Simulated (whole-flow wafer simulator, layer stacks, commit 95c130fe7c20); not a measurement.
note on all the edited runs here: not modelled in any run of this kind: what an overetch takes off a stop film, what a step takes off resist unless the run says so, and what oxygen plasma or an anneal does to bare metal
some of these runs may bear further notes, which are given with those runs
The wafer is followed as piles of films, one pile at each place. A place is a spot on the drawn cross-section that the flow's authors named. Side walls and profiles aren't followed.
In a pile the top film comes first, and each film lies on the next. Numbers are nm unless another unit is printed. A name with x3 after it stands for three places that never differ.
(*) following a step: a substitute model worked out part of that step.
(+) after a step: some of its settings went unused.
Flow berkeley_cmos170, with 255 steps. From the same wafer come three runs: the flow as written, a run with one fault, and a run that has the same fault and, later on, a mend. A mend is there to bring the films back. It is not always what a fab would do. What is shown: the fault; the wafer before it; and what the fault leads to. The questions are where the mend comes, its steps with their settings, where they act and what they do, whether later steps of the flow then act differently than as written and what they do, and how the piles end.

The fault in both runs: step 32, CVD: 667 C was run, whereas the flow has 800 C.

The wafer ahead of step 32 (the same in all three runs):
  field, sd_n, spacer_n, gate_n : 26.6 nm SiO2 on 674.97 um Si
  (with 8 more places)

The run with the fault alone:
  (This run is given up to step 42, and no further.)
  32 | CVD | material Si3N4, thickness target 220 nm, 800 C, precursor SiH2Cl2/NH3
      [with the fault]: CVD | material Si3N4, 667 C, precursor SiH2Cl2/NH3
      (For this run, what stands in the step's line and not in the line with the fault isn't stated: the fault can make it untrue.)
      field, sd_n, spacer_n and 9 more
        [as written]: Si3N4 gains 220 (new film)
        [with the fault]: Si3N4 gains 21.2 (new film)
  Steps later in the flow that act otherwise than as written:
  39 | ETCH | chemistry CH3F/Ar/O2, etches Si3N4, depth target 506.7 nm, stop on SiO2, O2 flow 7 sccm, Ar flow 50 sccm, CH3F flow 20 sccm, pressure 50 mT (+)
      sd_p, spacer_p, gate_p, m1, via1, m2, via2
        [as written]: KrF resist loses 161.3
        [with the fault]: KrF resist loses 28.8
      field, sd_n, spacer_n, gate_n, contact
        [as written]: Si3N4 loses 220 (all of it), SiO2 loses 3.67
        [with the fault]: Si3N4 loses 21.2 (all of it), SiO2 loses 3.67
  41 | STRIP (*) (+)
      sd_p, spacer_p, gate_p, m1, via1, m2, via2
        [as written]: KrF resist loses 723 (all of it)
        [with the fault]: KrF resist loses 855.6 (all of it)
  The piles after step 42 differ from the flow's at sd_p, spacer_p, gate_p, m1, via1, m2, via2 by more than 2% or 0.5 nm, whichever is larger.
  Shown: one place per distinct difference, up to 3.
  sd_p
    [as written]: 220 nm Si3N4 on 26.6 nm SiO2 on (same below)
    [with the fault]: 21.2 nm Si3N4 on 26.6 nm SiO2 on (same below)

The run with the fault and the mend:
  The mend follows step 38.
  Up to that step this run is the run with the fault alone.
  38a | STRIP (*) (+)
      sd_p, spacer_p, gate_p, m1, via1, m2, via2
        KrF resist loses 884.4 (all of it)
  38b | CLEAN | chemistry SPM (the flow's step 25, run once more)
      does not change any film at any place that is followed
  38c | CVD | material Si3N4, thickness target 199 nm, 800 C, precursor SiH2Cl2/NH3 (the flow's step 32, run once more with other settings)
      field, sd_n, spacer_n and 9 more
        Si3N4 gains 199
  38d | HMDS (the flow's step 33, run once more)
      does not change any film at any place that is followed
  38e | COAT | KrF resist, thickness 900 nm (the flow's step 34, run once more)
      field, sd_n, spacer_n and 9 more
        KrF resist gains 900 (new film)
  38f | SOFTBAKE | KrF resist (the flow's step 35, run once more)
      does not change any film at any place that is followed
  38g | EXPOSE | photomask PWELL, dose 19 mJ/cm2, NA 0.5, wavelength 248 nm (*) (the flow's step 36, run once more)
      does not change any film at any place that is followed
  38h | PEB | KrF resist, 130 C (the flow's step 37, run once more)
      field, sd_n, spacer_n and 9 more
        KrF resist loses 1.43
  38i | DEVELOP | KrF resist, thickness 900 nm, developer developer-D-0.26N (the flow's step 38, run once more)
      sd_p, spacer_p, gate_p, m1, via1, m2, via2
        KrF resist loses 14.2
      field, sd_n, spacer_n, gate_n, contact
        KrF resist loses 898.6 (all of it)
  Later steps of the flow that are run all act as written at every place that is followed, up to a difference of at most 2% or 0.5 nm, whichever is larger.
  The piles end the same as the flow's at every place that both follow.
